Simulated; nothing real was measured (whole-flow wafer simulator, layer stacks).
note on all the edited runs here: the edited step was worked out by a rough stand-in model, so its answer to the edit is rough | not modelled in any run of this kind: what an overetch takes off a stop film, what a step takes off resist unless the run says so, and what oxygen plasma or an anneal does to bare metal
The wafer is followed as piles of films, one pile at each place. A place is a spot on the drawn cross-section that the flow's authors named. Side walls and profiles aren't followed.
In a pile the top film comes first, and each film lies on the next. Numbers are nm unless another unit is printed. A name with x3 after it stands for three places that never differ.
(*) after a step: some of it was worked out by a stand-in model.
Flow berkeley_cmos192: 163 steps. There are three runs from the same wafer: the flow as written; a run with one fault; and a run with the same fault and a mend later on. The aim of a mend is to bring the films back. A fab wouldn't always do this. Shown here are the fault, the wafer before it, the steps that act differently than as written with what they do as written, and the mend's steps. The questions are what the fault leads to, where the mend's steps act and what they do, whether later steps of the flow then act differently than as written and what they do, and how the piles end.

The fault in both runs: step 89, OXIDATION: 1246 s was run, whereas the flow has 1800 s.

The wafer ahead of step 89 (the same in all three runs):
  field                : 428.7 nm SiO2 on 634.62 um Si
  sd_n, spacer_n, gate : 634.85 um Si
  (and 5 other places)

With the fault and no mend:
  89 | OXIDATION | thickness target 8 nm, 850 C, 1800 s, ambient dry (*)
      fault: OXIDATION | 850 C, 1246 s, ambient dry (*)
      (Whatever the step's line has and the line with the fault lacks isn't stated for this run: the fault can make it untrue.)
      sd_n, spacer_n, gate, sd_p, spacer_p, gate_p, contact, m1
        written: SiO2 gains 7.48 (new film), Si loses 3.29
        fault: SiO2 gains 6.06 (new film), Si loses 2.67
  Later steps of the flow that are run all act as written at every place that is followed, up to a difference of at most 2% or 0.5 nm, whichever is larger.
  At gate, gate_p, the piles at the end differ from the flow's by more than 2% or 0.5 nm, whichever is larger.
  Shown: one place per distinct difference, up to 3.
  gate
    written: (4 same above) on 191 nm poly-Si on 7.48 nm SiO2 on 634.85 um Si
    fault: (4 same above) on 191 nm poly-Si on 6.06 nm SiO2 on 634.85 um Si

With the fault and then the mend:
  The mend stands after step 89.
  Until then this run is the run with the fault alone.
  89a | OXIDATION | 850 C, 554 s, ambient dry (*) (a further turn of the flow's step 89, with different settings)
      sd_n, spacer_n, gate, sd_p, spacer_p, gate_p, contact, m1
        SiO2 gains 1.43, Si loses 0.63
      field
        SiO2 gains 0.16, Si loses 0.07
  Later steps of the flow that are run all act as written at every place that is followed.
  At every place that both follow, the piles at the end match the flow's.
